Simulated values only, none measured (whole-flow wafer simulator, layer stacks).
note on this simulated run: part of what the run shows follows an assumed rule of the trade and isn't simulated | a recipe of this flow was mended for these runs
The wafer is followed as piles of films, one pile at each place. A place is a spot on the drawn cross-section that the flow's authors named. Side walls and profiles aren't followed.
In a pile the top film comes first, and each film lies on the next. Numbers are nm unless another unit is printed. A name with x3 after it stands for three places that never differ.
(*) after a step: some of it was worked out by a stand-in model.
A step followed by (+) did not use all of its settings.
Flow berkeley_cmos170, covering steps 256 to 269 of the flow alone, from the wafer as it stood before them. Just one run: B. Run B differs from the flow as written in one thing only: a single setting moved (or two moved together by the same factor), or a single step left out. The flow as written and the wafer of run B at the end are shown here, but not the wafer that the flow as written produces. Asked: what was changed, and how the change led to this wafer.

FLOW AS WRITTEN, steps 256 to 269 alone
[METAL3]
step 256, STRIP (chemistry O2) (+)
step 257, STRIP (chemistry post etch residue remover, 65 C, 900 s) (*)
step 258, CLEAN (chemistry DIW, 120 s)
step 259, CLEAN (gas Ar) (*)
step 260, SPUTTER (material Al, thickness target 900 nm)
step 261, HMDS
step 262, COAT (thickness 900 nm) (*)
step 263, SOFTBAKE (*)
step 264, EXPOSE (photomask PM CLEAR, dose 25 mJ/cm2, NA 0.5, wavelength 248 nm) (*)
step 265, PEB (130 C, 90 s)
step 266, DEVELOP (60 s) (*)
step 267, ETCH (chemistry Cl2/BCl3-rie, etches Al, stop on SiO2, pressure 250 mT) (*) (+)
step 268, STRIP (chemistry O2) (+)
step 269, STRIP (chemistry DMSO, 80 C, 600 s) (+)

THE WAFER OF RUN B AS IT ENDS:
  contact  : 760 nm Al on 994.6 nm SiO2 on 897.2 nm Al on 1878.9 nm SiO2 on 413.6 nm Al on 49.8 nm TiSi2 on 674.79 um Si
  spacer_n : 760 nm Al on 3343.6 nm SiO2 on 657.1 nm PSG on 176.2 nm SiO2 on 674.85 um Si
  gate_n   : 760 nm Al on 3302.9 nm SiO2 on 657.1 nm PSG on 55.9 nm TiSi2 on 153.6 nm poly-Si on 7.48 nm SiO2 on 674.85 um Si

The reason: step 260, SPUTTER: thickness target 760 nm was run, while the flow as written has thickness target 900 nm.
The wafer lets one read it off: contact has Al 760, and step 260 as written asks for 900 nm.

The path from the change to this, step by step:
  step 260, SPUTTER (material Al, thickness target 900 nm)
      field, mark, sd_n and 9 more: +760 Al (new film) (as written it would have been: +900 Al (new film))
      via2: +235 Al (as written it would have been: +259.4 Al)
  step 262, COAT (thickness 900 nm) (*)
      via2: +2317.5 KrF-resist (new film) (as written it would have been: +2428.6 KrF-resist (new film))
  step 265, PEB (130 C, 90 s)
      via2: -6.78 KrF-resist (as written it would have been: -7.55 KrF-resist)
  step 267, ETCH (chemistry Cl2/BCl3-rie, etches Al, stop on SiO2, pressure 250 mT) (*) (+)
      field, sd_n, spacer_n and 9 more: -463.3 KrF-resist (as written it would have been: -533.3 KrF-resist)
      mark: -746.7 Al (all of it), -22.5 SiO2 (as written it would have been: -886.7 Al (all of it), -22.5 SiO2)
  step 268, STRIP (chemistry O2) (+)
      field, spacer_n, gate_n: -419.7 KrF-resist (all of it) (as written it would have been: -349.7 KrF-resist (all of it))
      spacer_p, gate_p: -419.6 KrF-resist (all of it) (as written it would have been: -349.6 KrF-resist (all of it))
      (as well as at 7 more places)
